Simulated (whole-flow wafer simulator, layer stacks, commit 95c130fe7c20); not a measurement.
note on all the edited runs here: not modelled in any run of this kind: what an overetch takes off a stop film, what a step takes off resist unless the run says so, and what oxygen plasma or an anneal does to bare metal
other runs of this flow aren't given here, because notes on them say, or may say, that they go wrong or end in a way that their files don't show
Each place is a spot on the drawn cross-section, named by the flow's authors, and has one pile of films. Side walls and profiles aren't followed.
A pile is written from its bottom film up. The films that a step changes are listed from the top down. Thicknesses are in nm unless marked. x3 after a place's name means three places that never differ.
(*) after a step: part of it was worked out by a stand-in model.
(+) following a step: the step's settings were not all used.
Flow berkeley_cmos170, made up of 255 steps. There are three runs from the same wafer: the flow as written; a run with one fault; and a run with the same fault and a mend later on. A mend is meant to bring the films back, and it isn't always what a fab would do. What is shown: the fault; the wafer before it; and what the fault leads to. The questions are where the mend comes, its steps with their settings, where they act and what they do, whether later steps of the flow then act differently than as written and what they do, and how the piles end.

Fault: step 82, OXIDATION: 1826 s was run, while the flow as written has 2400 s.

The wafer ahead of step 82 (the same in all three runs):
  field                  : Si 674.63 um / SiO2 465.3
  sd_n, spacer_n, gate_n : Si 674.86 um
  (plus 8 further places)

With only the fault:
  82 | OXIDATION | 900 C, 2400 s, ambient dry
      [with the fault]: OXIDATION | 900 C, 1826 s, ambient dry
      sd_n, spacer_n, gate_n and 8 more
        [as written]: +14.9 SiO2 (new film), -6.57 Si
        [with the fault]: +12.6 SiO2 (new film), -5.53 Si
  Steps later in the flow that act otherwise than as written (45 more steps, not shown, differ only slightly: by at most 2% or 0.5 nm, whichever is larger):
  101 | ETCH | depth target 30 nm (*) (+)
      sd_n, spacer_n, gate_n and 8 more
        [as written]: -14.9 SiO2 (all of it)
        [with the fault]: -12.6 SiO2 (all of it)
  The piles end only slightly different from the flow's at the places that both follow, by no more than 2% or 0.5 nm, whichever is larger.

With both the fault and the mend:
  The mend follows step 82.
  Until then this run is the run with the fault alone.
  82a | OXIDATION | 900 C, 574 s, ambient dry (the flow's step 82, run once more with other settings)
      sd_n, spacer_n, gate_n and 8 more
        +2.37 SiO2, -1.04 Si
      field
        +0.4 SiO2, -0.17 Si
  Later steps of the flow that are run all act as written at every place that is followed.
  At every place that both follow, the piles at the end match the flow's.
